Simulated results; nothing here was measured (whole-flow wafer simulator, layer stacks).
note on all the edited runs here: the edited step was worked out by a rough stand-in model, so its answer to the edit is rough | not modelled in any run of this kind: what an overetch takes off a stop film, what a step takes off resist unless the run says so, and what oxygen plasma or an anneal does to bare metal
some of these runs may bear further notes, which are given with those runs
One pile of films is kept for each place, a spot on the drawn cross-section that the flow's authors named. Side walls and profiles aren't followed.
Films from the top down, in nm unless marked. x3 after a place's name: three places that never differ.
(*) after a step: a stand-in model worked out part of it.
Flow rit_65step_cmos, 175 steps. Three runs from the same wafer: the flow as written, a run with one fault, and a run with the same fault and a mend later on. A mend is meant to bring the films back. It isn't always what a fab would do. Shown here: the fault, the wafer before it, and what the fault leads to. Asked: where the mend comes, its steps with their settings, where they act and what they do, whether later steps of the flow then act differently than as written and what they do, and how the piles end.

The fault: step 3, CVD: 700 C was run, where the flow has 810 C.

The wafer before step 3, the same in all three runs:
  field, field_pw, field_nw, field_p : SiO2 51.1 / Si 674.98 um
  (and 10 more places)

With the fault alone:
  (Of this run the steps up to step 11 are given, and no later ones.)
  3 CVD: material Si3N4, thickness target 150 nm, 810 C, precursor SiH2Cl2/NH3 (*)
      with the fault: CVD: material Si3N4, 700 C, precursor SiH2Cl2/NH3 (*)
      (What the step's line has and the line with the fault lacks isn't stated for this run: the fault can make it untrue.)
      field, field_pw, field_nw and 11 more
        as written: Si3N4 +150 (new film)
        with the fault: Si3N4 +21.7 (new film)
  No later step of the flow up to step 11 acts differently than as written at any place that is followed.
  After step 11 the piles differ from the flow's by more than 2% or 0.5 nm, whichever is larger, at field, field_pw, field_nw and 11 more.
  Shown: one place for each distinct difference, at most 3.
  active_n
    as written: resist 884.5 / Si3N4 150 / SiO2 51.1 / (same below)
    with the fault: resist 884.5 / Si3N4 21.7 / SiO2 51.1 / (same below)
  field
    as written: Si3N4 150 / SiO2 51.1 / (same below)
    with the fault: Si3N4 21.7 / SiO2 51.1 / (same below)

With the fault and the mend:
  The mend comes after step 4.
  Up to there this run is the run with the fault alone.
  4a CVD: material Si3N4, thickness target 128 nm, 810 C, precursor SiH2Cl2/NH3 (*) (the flow's step 3 once more, with other settings)
      field, field_pw, field_nw and 11 more
        Si3N4 +128
  No later step of the flow acts differently than as written, at any place that is followed, by more than 2% or 0.5 nm, whichever is larger.
  At the end the piles are the same as the flow's at every place that both follow.
